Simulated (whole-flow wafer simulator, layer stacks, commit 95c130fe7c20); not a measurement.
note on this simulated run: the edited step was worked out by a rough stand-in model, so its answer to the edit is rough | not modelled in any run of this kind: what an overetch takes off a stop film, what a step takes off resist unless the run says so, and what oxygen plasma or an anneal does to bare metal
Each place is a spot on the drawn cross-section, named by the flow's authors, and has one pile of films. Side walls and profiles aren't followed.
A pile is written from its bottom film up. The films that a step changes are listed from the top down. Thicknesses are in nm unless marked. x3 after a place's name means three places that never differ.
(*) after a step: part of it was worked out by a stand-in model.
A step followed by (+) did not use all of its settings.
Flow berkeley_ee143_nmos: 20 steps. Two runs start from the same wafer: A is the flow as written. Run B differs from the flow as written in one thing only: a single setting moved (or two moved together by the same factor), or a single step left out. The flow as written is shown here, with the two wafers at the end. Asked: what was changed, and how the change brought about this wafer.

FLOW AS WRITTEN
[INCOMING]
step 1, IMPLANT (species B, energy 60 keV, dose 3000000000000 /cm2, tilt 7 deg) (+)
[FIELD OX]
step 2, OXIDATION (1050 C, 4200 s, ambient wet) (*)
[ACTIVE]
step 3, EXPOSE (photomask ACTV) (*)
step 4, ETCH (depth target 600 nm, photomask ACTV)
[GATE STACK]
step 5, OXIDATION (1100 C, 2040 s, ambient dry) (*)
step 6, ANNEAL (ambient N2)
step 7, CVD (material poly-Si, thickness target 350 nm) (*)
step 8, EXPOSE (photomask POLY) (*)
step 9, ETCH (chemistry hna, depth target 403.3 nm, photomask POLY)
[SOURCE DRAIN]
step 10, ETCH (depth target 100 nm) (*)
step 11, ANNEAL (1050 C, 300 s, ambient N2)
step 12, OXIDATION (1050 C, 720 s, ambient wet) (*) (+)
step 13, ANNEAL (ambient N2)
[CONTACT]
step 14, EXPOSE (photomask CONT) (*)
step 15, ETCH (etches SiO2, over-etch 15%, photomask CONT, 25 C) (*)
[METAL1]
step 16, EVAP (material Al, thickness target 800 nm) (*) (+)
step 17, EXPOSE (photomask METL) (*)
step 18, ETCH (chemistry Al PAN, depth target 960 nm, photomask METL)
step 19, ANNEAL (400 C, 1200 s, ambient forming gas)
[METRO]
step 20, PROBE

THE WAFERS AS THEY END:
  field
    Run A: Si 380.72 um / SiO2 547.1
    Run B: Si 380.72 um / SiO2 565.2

Cause: step 10, ETCH: depth target 80 nm was run, though the flow has depth target 100 nm.

The path from the change to this, step by step:
  step 10, ETCH (depth target 100 nm) (*)
      field: A SiO2 loses 100 | B SiO2 loses 80
  step 12, OXIDATION (1050 C, 720 s, ambient wet) (*) (+)
      field: A SiO2 gains 69.1, Si loses 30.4 | B SiO2 gains 67.2, Si loses 29.6
